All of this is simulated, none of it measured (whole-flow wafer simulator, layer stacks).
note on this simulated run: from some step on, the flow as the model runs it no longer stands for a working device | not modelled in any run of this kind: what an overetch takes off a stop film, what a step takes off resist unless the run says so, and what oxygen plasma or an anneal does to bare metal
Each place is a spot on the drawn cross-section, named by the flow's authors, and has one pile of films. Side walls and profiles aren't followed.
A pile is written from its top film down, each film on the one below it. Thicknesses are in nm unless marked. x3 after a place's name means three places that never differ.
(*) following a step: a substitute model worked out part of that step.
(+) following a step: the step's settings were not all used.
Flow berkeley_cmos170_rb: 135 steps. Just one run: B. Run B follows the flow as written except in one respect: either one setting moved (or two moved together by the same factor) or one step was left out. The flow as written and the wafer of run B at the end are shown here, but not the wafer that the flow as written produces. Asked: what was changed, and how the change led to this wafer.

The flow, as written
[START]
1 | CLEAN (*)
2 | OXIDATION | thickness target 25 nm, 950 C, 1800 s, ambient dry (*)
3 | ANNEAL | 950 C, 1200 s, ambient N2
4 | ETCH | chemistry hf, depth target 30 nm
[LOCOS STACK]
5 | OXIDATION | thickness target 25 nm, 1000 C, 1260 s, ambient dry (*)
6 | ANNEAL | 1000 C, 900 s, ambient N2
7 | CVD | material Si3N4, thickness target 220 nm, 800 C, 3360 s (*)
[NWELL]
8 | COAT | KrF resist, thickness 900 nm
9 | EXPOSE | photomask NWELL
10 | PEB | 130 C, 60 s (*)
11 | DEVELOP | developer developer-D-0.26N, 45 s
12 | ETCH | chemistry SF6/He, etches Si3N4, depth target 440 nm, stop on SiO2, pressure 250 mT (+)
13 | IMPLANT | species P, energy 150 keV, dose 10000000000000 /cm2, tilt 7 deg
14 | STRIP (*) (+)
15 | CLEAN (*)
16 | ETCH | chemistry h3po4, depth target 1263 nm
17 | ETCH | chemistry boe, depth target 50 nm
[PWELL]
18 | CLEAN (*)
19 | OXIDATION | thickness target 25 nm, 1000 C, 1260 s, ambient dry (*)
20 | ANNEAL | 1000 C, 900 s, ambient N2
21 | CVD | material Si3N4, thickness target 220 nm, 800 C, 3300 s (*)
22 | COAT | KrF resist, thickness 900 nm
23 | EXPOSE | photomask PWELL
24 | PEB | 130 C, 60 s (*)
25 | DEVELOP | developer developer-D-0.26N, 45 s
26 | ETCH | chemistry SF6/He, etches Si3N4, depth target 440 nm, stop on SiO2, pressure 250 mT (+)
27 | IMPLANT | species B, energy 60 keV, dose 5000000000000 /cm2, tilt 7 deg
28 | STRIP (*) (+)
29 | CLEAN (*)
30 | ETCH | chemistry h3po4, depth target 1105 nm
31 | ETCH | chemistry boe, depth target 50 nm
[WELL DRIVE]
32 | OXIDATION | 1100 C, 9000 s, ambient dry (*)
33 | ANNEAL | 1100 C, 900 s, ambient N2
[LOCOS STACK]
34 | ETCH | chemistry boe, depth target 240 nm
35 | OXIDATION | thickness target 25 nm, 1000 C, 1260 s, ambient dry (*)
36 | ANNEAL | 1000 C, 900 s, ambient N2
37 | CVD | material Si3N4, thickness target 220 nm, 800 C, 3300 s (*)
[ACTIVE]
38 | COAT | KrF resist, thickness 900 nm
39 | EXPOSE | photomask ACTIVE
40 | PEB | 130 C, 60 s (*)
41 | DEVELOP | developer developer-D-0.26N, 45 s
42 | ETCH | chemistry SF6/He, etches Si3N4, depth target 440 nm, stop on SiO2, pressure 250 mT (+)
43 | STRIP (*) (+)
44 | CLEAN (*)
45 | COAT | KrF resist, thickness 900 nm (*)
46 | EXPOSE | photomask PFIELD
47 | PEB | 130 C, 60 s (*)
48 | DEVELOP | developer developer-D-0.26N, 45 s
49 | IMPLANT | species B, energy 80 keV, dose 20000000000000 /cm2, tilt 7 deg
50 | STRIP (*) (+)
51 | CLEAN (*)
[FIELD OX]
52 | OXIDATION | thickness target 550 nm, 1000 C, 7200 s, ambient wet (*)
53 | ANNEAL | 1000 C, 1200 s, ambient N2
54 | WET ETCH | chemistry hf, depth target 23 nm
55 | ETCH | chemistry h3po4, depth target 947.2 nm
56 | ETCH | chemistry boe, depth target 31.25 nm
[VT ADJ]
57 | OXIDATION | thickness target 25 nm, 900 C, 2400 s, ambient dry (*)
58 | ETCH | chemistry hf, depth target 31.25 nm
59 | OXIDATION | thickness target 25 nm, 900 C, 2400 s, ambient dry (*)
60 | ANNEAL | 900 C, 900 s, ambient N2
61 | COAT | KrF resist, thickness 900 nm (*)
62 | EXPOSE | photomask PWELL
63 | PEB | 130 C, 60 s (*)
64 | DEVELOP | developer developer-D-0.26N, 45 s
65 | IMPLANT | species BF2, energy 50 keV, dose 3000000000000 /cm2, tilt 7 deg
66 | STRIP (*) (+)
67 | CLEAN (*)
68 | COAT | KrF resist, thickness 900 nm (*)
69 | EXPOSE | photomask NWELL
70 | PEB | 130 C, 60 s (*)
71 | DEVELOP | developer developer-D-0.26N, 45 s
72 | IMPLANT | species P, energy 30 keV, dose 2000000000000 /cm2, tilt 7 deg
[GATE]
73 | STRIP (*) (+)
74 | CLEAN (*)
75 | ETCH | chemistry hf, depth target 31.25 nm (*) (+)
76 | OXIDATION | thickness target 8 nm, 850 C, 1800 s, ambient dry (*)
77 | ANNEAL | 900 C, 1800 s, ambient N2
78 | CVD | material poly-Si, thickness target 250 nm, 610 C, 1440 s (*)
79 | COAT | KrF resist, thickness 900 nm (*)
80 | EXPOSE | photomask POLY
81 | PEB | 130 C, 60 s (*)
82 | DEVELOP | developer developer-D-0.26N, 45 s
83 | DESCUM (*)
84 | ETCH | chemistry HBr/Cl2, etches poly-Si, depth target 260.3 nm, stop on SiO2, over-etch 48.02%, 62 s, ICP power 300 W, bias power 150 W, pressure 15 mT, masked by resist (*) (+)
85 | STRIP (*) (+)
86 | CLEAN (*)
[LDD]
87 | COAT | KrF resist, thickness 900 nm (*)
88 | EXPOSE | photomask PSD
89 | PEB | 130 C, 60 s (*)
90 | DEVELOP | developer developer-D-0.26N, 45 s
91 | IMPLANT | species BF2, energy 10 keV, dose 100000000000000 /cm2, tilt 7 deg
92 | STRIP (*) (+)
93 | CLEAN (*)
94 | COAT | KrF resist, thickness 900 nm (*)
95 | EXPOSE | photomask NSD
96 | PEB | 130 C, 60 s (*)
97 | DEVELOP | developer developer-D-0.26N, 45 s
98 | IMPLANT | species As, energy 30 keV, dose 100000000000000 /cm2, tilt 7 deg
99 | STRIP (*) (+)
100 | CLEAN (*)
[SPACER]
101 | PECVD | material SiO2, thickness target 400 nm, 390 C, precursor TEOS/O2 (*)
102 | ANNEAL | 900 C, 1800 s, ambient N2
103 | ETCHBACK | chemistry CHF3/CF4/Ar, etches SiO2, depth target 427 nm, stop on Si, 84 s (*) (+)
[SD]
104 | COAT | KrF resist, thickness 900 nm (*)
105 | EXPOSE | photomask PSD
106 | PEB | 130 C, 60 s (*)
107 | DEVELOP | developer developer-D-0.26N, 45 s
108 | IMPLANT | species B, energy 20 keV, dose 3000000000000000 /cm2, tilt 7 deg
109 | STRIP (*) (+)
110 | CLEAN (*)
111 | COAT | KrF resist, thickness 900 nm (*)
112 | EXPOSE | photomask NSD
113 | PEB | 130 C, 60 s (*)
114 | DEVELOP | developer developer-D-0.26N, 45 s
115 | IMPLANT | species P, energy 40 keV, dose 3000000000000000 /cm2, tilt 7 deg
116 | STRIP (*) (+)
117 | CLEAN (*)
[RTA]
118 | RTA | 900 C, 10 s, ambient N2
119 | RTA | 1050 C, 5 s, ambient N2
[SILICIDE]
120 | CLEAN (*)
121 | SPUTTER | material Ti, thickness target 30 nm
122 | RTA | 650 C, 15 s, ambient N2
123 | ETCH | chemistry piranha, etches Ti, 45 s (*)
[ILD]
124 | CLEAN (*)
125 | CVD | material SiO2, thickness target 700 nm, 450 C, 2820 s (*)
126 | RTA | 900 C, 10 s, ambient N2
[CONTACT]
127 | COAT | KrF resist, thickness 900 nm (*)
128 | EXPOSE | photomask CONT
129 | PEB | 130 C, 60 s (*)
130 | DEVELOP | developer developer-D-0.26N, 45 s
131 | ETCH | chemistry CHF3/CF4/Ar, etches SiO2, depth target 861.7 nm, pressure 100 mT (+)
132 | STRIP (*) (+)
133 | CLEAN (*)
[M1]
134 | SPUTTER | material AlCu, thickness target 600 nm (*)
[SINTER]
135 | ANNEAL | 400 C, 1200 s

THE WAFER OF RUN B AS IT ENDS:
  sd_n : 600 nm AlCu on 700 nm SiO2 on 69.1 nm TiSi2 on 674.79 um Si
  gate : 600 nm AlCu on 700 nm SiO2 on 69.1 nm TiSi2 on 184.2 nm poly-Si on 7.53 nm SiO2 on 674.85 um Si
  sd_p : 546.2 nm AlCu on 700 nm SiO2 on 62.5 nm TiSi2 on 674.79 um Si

The reason: step 121, SPUTTER: thickness target 37 nm was run, though the flow has thickness target 30 nm.

Step by step, how the change led to this:
  121 | SPUTTER | material Ti, thickness target 30 nm
      field, sd_n, spacer_n, gate, spacer_p, gate_p, contact, m1: +37 Ti (new film) (in the flow as written it would be: +30 Ti (new film))
      sd_p: +33.4 Ti (new film) (in the flow as written it would be: +27.1 Ti (new film))
  122 | RTA | 650 C, 15 s, ambient N2
      sd_n, contact, m1: -28.9 Ti, +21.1 TiSi first (new film), +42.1 TiSi2 C49 (new film), -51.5 Si (in the flow as written it would be: -23.4 Ti, +6.2 TiSi first (new film), +50.3 TiSi2 C49 (new film), -49 Si)
      gate, gate_p: -28.9 Ti, +21.1 TiSi first (new film), +42.1 TiSi2 C49 (new film), -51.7 poly-Si (in the flow as written it would be: -23.4 Ti, +6.2 TiSi first (new film), +50.3 TiSi2 C49 (new film), -49.2 poly-Si)
      (also at 1 further place)
  123 | ETCH | chemistry piranha, etches Ti, 45 s (*)
      sd_n, gate, gate_p, contact, m1: -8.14 Ti (all of it) (in the flow as written it would be: -6.6 Ti (all of it))
      field, spacer_n, spacer_p: -37 Ti (all of it) (in the flow as written it would be: -30 Ti (all of it))
      (also at 1 further place)
  126 | RTA | 900 C, 10 s, ambient N2
      sd_n, contact, m1: under 1 film: +69.1 TiSi2 (new film), -21.1 TiSi first (all of it), -42.1 TiSi2 C49 (all of it), -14 Si (in the flow as written it would be: under 1 film: +56 TiSi2 (new film), -6.2 TiSi first (all of it), -50.3 TiSi2 C49 (all of it), -4.12 Si)
      gate, gate_p: under 1 film: +69.1 TiSi2 (new film), -21.1 TiSi first (all of it), -42.1 TiSi2 C49 (all of it), -14 poly-Si (in the flow as written it would be: under 1 film: +56 TiSi2 (new film), -6.2 TiSi first (all of it), -50.3 TiSi2 C49 (all of it), -4.13 poly-Si)
      (also at 1 further place)
